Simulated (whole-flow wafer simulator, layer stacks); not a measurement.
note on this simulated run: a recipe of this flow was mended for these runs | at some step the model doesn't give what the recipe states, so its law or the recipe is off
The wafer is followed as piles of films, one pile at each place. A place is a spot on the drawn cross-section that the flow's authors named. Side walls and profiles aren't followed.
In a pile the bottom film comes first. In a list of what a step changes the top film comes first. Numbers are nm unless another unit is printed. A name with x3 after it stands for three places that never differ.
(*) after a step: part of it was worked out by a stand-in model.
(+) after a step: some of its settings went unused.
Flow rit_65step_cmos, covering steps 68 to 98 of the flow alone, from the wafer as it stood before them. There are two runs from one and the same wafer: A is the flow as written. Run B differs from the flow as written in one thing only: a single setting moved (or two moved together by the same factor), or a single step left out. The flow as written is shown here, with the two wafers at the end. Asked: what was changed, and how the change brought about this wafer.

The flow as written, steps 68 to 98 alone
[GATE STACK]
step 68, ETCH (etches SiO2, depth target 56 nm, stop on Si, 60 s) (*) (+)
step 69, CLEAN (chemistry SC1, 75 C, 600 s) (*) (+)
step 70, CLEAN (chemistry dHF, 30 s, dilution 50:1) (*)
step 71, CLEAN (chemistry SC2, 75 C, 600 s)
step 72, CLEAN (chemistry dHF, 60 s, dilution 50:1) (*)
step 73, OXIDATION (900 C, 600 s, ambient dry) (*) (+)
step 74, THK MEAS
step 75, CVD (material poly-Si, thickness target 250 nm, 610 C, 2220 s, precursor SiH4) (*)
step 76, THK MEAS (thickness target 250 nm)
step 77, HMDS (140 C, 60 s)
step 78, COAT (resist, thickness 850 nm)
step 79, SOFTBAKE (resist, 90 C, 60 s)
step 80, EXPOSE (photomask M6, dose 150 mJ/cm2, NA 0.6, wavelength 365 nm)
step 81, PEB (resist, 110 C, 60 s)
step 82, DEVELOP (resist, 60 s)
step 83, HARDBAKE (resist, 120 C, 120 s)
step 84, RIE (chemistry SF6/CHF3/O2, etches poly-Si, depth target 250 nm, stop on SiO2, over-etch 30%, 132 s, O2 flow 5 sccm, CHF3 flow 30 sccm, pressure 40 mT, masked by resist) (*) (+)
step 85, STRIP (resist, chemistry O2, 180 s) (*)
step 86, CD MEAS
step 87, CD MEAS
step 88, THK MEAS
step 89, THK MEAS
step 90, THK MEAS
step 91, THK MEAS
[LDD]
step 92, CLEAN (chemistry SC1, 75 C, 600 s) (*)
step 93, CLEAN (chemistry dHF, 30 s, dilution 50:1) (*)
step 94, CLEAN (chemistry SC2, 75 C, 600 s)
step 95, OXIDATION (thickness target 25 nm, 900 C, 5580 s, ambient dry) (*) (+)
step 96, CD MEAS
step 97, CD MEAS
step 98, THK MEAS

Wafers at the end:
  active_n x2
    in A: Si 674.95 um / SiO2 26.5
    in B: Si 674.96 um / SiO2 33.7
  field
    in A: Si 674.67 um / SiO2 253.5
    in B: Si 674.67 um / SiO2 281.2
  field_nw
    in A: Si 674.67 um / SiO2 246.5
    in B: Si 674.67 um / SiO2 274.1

Cause: step 84, RIE: depth target 180 nm was run, whereas the flow has depth target 250 nm; step 84, RIE: 95 s was run, where the flow has 132 s.

How this came from the change, step by step:
  step 84, RIE (chemistry SF6/CHF3/O2, etches poly-Si, depth target 250 nm, stop on SiO2, over-etch 30%, 132 s, O2 flow 5 sccm, CHF3 flow 30 sccm, pressure 40 mT, masked by resist) (*) (+)
      field, field_pw, field_nw and 9 more: A poly-Si loses 250 (all of it), SiO2 loses 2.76 | B poly-Si loses 234
      gate_n, gate_p: A resist loses 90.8 | B resist loses 65.4
  step 85, STRIP (resist, chemistry O2, 180 s) (*)
      field, field_pw, field_nw and 9 more: A nothing | B chemical SiO2 gains 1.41 (new film), poly-Si loses 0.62
      gate_n, gate_p: A chemical SiO2 gains 1.34 (new film), resist loses 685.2 (all of it), poly-Si loses 0.59 | B chemical SiO2 gains 1.34 (new film), resist loses 710.6 (all of it), poly-Si loses 0.59
  step 92, CLEAN (chemistry SC1, 75 C, 600 s) (*)
      field, field_pw, field_nw and 9 more: A SiO2 loses 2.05 | B chemical SiO2 loses 0.81, poly-Si loses 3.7
  step 93, CLEAN (chemistry dHF, 30 s, dilution 50:1) (*)
      active_n x2, spacer, spacer_p, sd_n, sd_p, contact, m1: A SiO2 loses 2.36 (all of it) | B chemical SiO2 loses 0.6 (all of it)
      field, field_pw, field_nw, field_p: A SiO2 loses 2.78 | B chemical SiO2 loses 0.6 (all of it)
  step 95, OXIDATION (thickness target 25 nm, 900 C, 5580 s, ambient dry) (*) (+)
      active_n x2, spacer, spacer_p, sd_n, sd_p, contact, m1: A SiO2 gains 26.5 (new film), chemical SiO2 loses 0.4 (all of it), Si loses 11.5 | B chemical SiO2 loses 0.4 (all of it), poly-Si loses 11.5 (all of it), SiO2 gains 26.5
      field, field_pw: A SiO2 gains 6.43, Si loses 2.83 | B chemical SiO2 loses 0.4 (all of it), poly-Si loses 11.5 (all of it), SiO2 gains 26.5
      (and at 2 other places as well)
